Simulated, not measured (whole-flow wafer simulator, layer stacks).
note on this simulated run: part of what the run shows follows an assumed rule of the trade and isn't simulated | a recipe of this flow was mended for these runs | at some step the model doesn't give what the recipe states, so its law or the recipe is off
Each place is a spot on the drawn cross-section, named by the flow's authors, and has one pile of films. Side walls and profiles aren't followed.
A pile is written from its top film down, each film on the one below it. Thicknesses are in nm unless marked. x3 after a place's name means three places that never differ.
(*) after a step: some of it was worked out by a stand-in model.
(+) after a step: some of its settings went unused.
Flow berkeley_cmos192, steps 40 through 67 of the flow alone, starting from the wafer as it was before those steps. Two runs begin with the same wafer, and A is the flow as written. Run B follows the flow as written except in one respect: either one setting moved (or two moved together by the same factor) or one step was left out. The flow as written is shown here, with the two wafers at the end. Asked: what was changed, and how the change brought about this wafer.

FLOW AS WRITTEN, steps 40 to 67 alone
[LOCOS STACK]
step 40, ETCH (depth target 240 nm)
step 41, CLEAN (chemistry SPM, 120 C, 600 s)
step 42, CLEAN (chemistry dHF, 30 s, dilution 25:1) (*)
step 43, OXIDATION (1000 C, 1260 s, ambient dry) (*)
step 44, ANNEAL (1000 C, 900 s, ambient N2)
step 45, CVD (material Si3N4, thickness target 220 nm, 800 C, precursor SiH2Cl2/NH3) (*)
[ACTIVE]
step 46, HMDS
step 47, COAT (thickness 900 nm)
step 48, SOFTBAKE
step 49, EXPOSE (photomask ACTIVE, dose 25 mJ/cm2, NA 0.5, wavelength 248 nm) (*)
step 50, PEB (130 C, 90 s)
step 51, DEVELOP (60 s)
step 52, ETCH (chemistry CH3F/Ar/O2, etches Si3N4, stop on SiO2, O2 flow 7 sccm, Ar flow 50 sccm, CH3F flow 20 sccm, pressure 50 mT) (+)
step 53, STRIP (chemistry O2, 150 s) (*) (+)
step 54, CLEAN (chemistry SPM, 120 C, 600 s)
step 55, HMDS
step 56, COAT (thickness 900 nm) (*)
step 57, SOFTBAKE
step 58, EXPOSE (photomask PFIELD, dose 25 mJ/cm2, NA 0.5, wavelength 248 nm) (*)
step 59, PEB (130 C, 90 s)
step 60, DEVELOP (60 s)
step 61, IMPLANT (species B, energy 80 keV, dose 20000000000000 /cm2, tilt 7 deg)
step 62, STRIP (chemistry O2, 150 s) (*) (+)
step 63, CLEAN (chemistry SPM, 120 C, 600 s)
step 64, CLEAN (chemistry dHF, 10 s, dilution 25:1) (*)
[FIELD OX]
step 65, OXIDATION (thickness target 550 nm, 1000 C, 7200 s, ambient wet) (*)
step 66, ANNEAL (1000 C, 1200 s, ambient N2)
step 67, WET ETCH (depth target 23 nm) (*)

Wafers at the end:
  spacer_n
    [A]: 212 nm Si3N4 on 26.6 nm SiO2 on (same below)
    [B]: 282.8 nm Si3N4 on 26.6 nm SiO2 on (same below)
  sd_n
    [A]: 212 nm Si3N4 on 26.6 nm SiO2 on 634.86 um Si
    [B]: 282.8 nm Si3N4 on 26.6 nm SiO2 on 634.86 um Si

What caused this: step 45, CVD: 823 C was run, though the flow has 800 C.

How this came from the change, step by step:
  step 45, CVD (material Si3N4, thickness target 220 nm, 800 C, precursor SiH2Cl2/NH3) (*)
      field, sd_n, spacer_n and 6 more: A Si3N4 gains 220 (new film) | B Si3N4 gains 290.7 (new film)
  step 52, ETCH (chemistry CH3F/Ar/O2, etches Si3N4, stop on SiO2, O2 flow 7 sccm, Ar flow 50 sccm, CH3F flow 20 sccm, pressure 50 mT) (+)
      sd_n, spacer_n, gate, sd_p, spacer_p, gate_p, contact, m1: A KrF-resist loses 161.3 | B KrF-resist loses 208.5
      field: A Si3N4 loses 220 (all of it), SiO2 loses 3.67 | B Si3N4 loses 290.7 (all of it), SiO2 loses 3.67
  step 53, STRIP (chemistry O2, 150 s) (*) (+)
      sd_n, spacer_n, gate, sd_p, spacer_p, gate_p, contact, m1: A KrF-resist loses 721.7 (all of it) | B KrF-resist loses 674.6 (all of it)
  step 56, COAT (thickness 900 nm) (*)
      field: A KrF-resist gains 961.2 (new film) | B KrF-resist gains 981.2 (new film)
      sd_n: A KrF-resist gains 785.2 (new film) | B KrF-resist gains 749.5 (new film)
      (also at 7 further places)
  step 60, DEVELOP (60 s)
      field: A KrF-resist loses 959 (all of it) | B KrF-resist loses 979 (all of it)
  step 62, STRIP (chemistry O2, 150 s) (*) (+)
      sd_n: A KrF-resist loses 768.5 (all of it) | B KrF-resist loses 732.9 (all of it)
      spacer_n: A KrF-resist loses 801.2 (all of it) | B KrF-resist loses 776.9 (all of it)
      (also at 6 further places)
  step 65, OXIDATION (thickness target 550 nm, 1000 C, 7200 s, ambient wet) (*)
      sd_n, sd_p: A SiO2 gains 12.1 (new film), Si3N4 loses 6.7, SiO2 gains 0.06, Si loses 0.06 | B SiO2 gains 12.1 (new film), Si3N4 loses 6.7
      gate: A SiO2 gains 12.1 (new film), Si3N4 loses 6.7, SiO2 gains 0.05, Si loses 0.05 | B SiO2 gains 12.1 (new film), Si3N4 loses 6.7
